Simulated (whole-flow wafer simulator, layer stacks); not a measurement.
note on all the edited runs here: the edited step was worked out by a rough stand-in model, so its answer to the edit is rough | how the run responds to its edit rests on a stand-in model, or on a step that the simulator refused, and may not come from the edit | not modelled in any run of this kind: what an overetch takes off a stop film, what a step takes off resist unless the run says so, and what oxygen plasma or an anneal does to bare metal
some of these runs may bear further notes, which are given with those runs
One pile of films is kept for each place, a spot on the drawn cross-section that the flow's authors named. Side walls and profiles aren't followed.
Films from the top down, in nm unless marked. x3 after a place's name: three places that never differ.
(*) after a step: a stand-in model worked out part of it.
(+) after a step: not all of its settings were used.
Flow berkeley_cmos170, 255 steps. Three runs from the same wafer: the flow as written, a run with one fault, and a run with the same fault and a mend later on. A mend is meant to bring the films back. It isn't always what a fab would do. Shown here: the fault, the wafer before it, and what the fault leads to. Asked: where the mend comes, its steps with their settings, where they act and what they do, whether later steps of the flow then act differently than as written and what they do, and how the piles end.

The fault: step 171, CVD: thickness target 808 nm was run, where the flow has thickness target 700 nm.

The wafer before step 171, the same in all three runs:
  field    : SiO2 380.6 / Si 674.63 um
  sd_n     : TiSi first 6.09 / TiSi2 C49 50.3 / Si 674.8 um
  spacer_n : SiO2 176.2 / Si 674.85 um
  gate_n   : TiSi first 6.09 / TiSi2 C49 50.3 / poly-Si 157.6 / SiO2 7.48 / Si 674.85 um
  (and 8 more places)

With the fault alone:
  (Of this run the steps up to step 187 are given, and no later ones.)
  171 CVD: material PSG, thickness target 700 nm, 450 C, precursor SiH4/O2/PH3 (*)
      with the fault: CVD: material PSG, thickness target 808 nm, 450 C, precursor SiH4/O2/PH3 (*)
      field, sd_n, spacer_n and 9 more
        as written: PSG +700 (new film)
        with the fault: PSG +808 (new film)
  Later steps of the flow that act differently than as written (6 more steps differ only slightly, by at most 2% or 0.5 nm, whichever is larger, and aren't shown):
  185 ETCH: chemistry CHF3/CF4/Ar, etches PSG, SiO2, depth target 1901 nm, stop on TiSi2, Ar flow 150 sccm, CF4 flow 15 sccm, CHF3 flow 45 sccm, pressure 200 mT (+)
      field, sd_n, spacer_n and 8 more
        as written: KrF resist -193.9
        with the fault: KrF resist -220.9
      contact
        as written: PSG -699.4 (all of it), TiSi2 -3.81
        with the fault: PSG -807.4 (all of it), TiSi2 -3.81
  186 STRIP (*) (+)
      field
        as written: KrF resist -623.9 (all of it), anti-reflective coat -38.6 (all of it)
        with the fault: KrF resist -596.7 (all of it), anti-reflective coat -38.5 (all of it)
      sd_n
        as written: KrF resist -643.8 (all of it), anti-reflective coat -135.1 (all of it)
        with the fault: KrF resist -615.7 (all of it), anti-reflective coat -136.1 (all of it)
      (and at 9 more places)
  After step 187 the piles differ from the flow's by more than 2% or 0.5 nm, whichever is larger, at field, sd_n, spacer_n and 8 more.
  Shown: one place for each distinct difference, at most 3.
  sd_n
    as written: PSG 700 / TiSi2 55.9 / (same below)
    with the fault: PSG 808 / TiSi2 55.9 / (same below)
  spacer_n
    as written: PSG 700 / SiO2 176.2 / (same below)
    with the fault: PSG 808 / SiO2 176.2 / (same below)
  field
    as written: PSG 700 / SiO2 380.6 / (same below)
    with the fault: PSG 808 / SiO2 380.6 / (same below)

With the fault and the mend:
  The mend comes after step 171.
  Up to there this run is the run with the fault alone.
  171a ETCH: chemistry boe, depth target 108 nm
      field, sd_n, spacer_n and 9 more
        PSG -108
  No later step of the flow acts differently than as written, at any place that is followed, by more than 2% or 0.5 nm, whichever is larger.
  At the end the piles differ from the flow's only slightly at the places that both follow, by at most 2% or 0.5 nm, whichever is larger.
